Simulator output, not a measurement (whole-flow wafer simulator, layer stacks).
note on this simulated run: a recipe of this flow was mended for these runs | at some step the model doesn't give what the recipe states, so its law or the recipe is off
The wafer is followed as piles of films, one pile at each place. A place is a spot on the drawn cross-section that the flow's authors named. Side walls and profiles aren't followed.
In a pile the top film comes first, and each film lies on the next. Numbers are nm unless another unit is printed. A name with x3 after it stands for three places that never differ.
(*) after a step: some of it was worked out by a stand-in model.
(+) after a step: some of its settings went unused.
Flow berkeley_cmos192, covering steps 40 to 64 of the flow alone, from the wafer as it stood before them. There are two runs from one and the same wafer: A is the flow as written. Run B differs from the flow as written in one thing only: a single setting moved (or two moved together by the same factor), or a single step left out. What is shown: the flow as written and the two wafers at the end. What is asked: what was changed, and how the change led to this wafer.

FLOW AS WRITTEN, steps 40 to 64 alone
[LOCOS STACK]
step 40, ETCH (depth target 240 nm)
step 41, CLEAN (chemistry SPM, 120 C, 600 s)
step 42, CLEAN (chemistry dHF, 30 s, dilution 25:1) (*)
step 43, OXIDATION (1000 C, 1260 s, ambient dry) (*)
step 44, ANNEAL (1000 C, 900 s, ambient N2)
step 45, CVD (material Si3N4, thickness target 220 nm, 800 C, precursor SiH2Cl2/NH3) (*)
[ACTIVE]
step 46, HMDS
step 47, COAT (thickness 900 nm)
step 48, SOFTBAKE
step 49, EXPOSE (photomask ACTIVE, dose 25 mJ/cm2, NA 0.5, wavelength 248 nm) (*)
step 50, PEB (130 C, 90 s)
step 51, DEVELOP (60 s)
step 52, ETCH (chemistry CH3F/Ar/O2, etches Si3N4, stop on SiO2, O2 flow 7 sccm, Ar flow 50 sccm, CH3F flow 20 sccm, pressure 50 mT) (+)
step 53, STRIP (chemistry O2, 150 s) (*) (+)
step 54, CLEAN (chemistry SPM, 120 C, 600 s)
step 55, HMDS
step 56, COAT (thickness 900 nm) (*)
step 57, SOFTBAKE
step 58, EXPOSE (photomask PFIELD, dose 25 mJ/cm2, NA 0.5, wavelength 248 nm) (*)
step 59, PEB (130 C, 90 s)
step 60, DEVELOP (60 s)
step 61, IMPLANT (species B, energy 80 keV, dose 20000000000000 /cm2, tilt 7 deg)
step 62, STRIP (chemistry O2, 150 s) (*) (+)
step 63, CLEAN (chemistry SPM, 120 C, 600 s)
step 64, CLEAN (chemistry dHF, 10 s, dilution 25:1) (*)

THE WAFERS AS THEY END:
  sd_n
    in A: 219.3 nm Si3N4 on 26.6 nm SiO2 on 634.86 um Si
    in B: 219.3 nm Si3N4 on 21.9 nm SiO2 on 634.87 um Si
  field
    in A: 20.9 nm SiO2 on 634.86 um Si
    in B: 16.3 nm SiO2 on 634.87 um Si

Cause: step 43, OXIDATION: 981 C was run, whereas the flow has 1000 C.

Step by step, how the change led to this:
  step 43, OXIDATION (1000 C, 1260 s, ambient dry) (*)
      field, sd_n, spacer_n and 6 more: A +26.6 SiO2 (new film), -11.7 Si | B +21.9 SiO2 (new film), -9.64 Si
